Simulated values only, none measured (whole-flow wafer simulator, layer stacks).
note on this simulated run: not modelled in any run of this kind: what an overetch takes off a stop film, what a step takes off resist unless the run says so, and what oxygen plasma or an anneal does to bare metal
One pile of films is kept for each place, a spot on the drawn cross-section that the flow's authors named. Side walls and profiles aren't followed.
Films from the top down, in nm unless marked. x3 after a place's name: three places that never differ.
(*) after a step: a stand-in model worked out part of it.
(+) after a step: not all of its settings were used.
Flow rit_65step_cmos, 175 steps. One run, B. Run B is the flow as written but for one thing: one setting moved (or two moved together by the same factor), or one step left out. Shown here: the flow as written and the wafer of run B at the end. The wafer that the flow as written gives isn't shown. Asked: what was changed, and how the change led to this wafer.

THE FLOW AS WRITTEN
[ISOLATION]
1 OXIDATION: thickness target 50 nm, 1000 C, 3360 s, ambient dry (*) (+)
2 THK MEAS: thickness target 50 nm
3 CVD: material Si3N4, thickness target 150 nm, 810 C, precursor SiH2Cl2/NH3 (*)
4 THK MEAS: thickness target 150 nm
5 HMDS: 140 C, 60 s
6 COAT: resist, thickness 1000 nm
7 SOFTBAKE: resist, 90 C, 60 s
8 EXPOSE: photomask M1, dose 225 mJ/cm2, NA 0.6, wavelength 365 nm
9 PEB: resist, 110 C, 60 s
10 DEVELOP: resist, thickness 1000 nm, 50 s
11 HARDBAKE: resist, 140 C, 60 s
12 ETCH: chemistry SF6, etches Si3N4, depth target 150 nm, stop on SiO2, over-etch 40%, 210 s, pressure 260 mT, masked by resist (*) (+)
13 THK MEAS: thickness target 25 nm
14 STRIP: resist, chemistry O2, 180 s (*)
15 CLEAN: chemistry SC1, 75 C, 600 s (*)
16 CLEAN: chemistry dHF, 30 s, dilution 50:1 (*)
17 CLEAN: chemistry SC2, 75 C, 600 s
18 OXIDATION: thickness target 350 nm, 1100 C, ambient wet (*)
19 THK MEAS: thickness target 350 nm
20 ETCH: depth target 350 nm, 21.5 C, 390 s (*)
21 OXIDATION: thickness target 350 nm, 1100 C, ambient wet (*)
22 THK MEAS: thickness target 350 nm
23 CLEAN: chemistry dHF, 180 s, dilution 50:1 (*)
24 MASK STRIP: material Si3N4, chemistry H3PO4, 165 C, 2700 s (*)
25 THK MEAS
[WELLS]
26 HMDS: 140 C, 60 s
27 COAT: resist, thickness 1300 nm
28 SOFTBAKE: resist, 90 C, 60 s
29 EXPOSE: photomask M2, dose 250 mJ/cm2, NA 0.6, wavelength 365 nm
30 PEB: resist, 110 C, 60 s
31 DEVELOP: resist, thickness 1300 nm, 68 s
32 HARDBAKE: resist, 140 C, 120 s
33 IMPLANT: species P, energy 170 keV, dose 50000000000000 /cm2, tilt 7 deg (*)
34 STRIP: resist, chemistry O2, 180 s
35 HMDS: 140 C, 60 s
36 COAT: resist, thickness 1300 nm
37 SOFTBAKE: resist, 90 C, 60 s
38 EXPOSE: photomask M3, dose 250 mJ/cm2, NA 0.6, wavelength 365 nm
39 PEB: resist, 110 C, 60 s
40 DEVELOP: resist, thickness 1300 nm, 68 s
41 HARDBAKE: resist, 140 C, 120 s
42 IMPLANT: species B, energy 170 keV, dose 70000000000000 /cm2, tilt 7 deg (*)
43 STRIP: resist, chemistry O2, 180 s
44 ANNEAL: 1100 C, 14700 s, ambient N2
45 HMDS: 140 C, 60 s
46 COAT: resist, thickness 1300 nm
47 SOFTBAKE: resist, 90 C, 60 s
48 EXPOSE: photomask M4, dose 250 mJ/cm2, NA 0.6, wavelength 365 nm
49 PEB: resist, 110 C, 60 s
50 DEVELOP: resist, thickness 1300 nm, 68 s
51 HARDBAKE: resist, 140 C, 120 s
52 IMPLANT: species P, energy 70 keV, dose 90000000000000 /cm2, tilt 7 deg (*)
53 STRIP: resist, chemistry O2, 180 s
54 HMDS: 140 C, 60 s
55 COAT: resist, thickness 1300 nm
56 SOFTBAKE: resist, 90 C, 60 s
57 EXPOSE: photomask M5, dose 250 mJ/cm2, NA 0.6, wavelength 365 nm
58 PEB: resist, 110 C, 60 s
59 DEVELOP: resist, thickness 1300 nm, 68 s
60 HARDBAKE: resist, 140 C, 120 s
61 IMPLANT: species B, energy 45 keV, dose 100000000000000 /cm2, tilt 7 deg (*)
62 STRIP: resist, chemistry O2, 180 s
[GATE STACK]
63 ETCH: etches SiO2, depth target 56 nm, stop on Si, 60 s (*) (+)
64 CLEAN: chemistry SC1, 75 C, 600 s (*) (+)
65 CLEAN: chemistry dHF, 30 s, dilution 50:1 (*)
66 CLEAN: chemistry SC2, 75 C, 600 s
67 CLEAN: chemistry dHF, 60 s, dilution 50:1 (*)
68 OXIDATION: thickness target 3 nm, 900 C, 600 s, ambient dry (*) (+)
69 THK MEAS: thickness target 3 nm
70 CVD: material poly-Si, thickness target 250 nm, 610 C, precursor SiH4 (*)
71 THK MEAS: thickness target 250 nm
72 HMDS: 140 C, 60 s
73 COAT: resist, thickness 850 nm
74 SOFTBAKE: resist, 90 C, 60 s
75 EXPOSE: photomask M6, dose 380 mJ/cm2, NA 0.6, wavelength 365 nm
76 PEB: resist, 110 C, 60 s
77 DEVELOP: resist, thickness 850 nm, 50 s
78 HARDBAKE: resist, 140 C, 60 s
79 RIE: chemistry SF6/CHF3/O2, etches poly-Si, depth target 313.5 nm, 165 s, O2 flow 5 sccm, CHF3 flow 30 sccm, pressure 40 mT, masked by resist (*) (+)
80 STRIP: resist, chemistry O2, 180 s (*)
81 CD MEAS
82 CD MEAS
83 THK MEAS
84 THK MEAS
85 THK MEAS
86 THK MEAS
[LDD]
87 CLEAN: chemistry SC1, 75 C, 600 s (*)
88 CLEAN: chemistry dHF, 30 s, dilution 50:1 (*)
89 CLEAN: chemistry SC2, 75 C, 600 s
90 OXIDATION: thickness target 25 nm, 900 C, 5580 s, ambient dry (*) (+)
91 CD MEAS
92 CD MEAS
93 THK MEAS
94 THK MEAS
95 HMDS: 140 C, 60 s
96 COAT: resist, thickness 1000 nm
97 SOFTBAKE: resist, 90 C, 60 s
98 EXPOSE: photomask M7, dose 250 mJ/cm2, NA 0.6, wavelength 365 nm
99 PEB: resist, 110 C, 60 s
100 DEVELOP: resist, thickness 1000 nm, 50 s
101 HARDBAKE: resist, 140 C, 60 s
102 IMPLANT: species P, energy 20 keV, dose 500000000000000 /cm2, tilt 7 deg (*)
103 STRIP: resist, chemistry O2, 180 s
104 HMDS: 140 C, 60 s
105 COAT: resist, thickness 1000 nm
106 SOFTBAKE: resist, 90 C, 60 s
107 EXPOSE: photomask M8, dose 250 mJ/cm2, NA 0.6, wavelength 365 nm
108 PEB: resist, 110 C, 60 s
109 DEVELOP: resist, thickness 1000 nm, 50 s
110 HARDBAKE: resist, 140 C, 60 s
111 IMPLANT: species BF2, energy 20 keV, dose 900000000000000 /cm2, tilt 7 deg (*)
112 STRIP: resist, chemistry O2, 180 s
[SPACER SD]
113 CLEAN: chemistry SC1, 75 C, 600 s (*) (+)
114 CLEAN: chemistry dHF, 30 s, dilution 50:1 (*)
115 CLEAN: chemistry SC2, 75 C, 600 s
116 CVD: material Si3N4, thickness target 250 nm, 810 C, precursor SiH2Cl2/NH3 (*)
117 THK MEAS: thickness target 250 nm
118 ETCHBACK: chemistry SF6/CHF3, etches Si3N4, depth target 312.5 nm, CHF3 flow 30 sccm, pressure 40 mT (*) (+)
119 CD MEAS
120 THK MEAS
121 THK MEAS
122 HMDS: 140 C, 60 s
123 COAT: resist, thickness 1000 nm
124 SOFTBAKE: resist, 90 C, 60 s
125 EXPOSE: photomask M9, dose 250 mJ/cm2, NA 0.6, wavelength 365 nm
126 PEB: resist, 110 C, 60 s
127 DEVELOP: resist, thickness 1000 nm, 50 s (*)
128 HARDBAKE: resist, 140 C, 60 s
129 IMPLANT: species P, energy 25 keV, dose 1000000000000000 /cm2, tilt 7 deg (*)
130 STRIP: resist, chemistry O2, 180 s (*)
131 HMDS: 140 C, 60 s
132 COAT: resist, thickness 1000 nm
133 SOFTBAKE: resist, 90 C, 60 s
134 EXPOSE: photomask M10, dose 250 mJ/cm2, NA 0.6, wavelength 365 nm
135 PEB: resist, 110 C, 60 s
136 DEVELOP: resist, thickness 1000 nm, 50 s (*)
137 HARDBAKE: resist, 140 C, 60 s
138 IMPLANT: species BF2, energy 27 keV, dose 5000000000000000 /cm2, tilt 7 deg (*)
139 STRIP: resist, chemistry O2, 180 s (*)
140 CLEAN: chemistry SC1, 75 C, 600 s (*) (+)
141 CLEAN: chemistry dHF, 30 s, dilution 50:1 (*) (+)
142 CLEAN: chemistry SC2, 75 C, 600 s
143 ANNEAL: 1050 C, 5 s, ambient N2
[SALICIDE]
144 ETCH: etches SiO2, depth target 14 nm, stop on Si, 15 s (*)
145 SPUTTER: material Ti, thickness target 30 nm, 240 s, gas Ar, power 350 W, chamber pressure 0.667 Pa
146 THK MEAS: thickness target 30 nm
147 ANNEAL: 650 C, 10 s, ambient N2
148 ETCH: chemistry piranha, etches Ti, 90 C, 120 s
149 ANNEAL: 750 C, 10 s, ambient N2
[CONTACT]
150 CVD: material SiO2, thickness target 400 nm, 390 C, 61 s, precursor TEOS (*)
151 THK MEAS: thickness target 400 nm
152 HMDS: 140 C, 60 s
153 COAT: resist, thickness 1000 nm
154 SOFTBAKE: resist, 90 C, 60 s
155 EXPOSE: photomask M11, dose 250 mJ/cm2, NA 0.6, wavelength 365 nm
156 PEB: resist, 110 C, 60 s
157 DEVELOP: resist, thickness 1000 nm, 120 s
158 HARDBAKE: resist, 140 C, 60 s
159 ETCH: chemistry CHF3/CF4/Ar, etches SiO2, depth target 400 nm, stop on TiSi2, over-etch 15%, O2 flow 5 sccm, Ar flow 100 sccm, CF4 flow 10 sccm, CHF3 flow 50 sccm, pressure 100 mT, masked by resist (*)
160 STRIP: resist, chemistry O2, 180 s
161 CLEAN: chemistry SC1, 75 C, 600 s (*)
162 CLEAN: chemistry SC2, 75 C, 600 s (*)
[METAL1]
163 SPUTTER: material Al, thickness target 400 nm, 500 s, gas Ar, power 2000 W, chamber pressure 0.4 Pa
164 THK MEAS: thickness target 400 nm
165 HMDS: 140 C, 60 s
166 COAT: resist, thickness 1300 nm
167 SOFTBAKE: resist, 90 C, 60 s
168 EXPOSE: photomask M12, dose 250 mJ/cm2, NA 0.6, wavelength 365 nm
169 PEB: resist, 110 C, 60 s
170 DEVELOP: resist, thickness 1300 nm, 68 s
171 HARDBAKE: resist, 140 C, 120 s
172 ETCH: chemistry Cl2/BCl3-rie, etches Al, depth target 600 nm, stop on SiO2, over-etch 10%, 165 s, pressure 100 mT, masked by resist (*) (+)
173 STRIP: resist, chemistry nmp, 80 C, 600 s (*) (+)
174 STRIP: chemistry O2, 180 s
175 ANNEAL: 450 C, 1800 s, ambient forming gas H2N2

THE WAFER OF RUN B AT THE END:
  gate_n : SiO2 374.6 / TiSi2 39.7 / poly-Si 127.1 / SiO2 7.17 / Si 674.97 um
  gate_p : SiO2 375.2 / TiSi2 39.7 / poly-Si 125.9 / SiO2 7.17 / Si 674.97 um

The cause: step 147, ANNEAL: 618 C was run, where the flow has 650 C.

How the change led to this, step by step:
  147 ANNEAL: 650 C, 10 s, ambient N2
      gate_n: Ti -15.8, TiSi first +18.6 (new film), TiSi2 C49 +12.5 (new film), poly-Si -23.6 (as written it would be: Ti -21.3, TiSi first +9.82 (new film), TiSi2 C49 +39.5 (new film), poly-Si -41.9)
      gate_p: Ti -15.8, TiSi first +18.6 (new film), TiSi2 C49 +12.5 (new film), poly-Si -23.6 (as written it would be: Ti -21.2, TiSi first +9.56 (new film), TiSi2 C49 +39.6 (new film), poly-Si -41.9)
  148 ETCH: chemistry piranha, etches Ti, 90 C, 120 s
      gate_n: Ti -11.5 (all of it), TiSi first -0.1 (as written it would be: Ti -6 (all of it), TiSi first -0.1)
      gate_p: Ti -11.4 (all of it), TiSi first -0.1 (as written it would be: Ti -5.97 (all of it), TiSi first -0.1)
  149 ANNEAL: 750 C, 10 s, ambient N2
      gate_n: TiSi2 +39.7 (new film), TiSi first -18.5 (all of it), TiSi2 C49 -12.5 (all of it), poly-Si -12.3 (as written it would be: TiSi2 +50.8 (new film), TiSi first -9.72 (all of it), TiSi2 C49 -39.5 (all of it), poly-Si -6.48)
      gate_p: TiSi2 +39.7 (new film), TiSi first -18.5 (all of it), TiSi2 C49 -12.5 (all of it), poly-Si -12.3 (as written it would be: TiSi2 +50.6 (new film), TiSi first -9.46 (all of it), TiSi2 C49 -39.6 (all of it), poly-Si -6.31)
